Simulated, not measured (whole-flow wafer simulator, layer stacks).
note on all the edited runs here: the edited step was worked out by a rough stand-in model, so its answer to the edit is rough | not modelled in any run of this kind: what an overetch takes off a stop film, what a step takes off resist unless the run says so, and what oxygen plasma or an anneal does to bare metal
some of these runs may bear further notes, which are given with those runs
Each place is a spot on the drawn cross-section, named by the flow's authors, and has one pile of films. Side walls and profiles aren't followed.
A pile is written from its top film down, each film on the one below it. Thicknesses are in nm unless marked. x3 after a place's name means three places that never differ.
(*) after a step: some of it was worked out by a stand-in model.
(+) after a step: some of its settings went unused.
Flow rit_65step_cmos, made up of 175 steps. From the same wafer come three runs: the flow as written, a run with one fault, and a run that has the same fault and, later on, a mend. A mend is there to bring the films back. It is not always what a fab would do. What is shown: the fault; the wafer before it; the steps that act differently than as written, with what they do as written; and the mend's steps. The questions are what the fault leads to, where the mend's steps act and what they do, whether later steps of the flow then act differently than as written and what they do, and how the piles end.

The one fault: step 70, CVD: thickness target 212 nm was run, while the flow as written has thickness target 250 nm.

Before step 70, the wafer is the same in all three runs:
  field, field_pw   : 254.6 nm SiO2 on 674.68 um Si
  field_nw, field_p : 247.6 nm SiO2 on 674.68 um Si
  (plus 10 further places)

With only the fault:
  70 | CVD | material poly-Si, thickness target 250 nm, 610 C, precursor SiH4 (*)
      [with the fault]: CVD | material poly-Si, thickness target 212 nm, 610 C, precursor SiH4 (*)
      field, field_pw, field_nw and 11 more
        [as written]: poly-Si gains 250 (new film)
        [with the fault]: poly-Si gains 212 (new film)
  Steps later in the flow that act otherwise than as written (not shown: 11 more steps that differ only slightly, by at most 2% or 0.5 nm, whichever is larger):
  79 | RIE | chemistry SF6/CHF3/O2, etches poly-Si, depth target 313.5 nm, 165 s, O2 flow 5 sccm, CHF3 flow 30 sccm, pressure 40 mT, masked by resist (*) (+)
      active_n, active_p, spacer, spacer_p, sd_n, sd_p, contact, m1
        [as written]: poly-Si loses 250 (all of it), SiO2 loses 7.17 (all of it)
        [with the fault]: poly-Si loses 212 (all of it), SiO2 loses 7.17 (all of it)
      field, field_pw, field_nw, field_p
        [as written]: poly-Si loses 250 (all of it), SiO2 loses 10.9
        [with the fault]: poly-Si loses 212 (all of it), SiO2 loses 17.5
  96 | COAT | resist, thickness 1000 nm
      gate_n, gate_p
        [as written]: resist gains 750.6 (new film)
        [with the fault]: resist gains 785.6 (new film)
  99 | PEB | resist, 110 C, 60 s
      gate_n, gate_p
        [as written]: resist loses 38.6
        [with the fault]: resist loses 40.4
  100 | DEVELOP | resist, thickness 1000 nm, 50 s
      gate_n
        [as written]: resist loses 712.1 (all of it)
        [with the fault]: resist loses 745.2 (all of it)
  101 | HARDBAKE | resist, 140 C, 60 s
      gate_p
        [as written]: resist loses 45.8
        [with the fault]: resist loses 48.3
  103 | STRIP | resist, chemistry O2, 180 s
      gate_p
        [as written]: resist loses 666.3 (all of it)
        [with the fault]: resist loses 696.9 (all of it)
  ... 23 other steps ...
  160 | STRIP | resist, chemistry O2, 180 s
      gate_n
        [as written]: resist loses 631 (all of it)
        [with the fault]: resist loses 646.4 (all of it)
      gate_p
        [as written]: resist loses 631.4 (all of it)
        [with the fault]: resist loses 647.2 (all of it)
  By the end, the piles at gate_n, gate_p depart from the flow's by more than 2% or 0.5 nm, whichever is larger.
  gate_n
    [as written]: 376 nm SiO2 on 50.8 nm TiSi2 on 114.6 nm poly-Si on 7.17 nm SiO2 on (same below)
    [with the fault]: 363.4 nm SiO2 on 55.9 nm TiSi2 on 71.8 nm poly-Si on 7.17 nm SiO2 on (same below)
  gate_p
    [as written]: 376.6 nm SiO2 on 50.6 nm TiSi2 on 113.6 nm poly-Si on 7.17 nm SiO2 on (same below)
    [with the fault]: 363.4 nm SiO2 on 55.9 nm TiSi2 on 70.6 nm poly-Si on 7.17 nm SiO2 on (same below)

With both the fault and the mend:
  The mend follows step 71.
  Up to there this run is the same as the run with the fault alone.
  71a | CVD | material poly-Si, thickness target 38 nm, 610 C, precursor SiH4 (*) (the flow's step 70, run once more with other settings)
      field, field_pw, field_nw and 11 more
        poly-Si gains 38
  Every later step of the flow that is run acts as written at every place that is followed.
  At every place that both follow, the piles at the end match the flow's.
